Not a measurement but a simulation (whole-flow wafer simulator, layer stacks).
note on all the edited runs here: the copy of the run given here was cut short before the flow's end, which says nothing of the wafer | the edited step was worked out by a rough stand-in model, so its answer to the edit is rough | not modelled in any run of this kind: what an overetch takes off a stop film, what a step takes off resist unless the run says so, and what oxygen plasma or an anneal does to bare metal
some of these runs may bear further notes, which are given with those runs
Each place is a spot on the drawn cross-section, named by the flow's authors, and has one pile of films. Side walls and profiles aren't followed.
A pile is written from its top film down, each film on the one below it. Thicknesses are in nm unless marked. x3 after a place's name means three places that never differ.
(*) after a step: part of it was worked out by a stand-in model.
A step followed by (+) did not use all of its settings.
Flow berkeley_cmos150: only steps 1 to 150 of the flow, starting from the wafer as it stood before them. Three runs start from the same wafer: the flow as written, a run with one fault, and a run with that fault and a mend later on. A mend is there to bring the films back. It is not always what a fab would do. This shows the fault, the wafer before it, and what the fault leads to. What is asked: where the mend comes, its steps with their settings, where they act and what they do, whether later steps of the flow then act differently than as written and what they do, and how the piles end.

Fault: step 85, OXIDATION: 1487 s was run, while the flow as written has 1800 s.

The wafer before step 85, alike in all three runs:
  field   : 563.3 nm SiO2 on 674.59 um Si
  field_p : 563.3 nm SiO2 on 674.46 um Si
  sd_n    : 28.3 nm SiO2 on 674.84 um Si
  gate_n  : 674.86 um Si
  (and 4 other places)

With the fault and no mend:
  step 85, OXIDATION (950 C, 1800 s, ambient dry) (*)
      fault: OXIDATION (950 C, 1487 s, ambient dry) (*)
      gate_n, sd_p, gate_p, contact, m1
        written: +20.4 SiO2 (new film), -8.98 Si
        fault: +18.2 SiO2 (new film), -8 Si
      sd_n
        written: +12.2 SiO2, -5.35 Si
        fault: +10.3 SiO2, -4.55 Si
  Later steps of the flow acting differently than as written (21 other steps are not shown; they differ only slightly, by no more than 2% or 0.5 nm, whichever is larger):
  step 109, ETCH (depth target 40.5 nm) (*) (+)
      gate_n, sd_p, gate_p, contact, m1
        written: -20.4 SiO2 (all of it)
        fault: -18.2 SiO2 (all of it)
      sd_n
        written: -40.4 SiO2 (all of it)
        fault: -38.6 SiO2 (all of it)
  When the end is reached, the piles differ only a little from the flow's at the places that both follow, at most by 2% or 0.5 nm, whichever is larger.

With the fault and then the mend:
  The mend follows step 85.
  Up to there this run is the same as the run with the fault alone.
  step 85a, OXIDATION (950 C, 272 s, ambient dry) (*) (the flow's step 85 again, with other settings)
      gate_n, sd_p, gate_p, contact, m1
        +2.3 SiO2, -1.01 Si
      field, field_p
        +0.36 SiO2, -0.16 Si
      sd_n
        +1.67 SiO2, -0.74 Si
  None of the later steps of the flow differs from how it acts as written, at any place that is followed, by more than 2% or 0.5 nm, whichever is larger.
  When the end is reached, the piles differ only a little from the flow's at the places that both follow, at most by 2% or 0.5 nm, whichever is larger.
